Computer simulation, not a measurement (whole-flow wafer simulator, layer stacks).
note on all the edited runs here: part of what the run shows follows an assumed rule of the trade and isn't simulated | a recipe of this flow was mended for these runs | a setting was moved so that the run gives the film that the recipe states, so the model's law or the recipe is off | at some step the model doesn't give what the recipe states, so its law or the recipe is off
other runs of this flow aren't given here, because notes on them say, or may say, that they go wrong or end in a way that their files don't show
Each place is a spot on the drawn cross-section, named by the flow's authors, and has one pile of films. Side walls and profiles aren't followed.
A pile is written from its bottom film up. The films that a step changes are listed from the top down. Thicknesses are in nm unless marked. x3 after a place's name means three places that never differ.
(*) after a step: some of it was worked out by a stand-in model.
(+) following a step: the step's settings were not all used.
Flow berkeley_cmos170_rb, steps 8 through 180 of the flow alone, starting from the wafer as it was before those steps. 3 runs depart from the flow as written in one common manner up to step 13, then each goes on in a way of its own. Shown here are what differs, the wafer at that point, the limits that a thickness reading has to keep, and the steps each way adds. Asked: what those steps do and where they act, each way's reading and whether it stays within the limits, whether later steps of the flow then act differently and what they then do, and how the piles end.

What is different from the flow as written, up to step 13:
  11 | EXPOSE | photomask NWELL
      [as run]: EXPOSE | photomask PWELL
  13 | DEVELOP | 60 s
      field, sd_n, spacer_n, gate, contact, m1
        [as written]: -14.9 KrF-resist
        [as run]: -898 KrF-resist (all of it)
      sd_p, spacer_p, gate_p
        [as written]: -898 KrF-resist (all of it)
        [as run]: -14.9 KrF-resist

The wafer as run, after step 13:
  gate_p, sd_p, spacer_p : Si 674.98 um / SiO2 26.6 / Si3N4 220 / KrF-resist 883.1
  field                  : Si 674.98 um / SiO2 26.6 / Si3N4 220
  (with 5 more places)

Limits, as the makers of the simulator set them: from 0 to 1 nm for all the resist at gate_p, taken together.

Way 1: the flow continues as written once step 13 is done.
  Reading after step 13: 883.1 nm, not within the limits.
  Steps later in the flow that act otherwise than as written:
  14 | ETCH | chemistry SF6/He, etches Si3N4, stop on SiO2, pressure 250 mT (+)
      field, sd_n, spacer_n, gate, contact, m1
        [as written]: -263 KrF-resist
        [this way]: -220 Si3N4 (all of it), -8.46 SiO2
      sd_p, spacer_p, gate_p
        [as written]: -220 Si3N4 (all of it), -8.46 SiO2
        [this way]: -263 KrF-resist
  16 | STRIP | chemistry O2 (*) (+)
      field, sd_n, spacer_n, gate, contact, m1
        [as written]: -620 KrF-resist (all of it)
        [this way]: nothing
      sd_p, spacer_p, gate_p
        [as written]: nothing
        [this way]: -620 KrF-resist (all of it)
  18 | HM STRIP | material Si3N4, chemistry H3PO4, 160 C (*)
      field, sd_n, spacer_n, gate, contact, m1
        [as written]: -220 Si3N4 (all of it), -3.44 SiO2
        [this way]: -10.5 SiO2
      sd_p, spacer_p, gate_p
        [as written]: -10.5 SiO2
        [this way]: -220 Si3N4 (all of it), -3.44 SiO2
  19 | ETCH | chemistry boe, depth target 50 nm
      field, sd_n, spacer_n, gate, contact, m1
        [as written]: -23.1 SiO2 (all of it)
        [this way]: -7.55 SiO2 (all of it)
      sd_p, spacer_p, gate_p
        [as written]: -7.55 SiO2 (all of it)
        [this way]: -23.1 SiO2 (all of it)
  The piles end the same as the flow's at every place that both follow.

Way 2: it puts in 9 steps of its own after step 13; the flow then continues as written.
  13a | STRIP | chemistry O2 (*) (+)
      sd_p, spacer_p, gate_p
        -883.1 KrF-resist (all of it)
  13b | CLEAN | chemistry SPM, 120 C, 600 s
      leaves every film unchanged at each place that is followed
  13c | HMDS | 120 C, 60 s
      leaves every film unchanged at each place that is followed
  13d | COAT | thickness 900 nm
      field, sd_n, spacer_n and 6 more
        +900 KrF-resist (new film)
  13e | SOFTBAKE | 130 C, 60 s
      leaves every film unchanged at each place that is followed
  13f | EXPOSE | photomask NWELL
      leaves every film unchanged at each place that is followed
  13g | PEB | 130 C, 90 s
      field, sd_n, spacer_n and 6 more
        -2 KrF-resist
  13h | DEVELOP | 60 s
      field, sd_n, spacer_n, gate, contact, m1
        -14.9 KrF-resist
      sd_p, spacer_p, gate_p
        -898 KrF-resist (all of it)
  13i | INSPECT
      leaves every film unchanged at each place that is followed
  Reading after step 13i: 0 nm, inside the limits.
  None of the later steps of the flow differs from how it acts as written, at any place that is followed, by more than 2% or 0.5 nm, whichever is larger.
  The piles end the same as the flow's at every place that both follow.

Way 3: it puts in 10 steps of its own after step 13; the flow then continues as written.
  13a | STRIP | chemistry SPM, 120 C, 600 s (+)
      sd_p, spacer_p, gate_p
        -883.1 KrF-resist (all of it)
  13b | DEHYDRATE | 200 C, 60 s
      leaves every film unchanged at each place that is followed
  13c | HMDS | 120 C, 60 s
      leaves every film unchanged at each place that is followed
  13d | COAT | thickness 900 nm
      field, sd_n, spacer_n and 6 more
        +900 KrF-resist (new film)
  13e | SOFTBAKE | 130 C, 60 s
      leaves every film unchanged at each place that is followed
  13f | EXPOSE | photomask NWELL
      leaves every film unchanged at each place that is followed
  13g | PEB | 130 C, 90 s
      field, sd_n, spacer_n and 6 more
        -2 KrF-resist
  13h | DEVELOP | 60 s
      field, sd_n, spacer_n, gate, contact, m1
        -14.9 KrF-resist
      sd_p, spacer_p, gate_p
        -898 KrF-resist (all of it)
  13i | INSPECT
      leaves every film unchanged at each place that is followed
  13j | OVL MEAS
      leaves every film unchanged at each place that is followed
  Reading after step 13j: 0 nm, inside the limits.
  None of the later steps of the flow acts differently than as written at any place that is followed.
  The piles end the same as the flow's at every place that both follow.

The limits are kept by: way 2, way 3. They are not kept by: way 1.
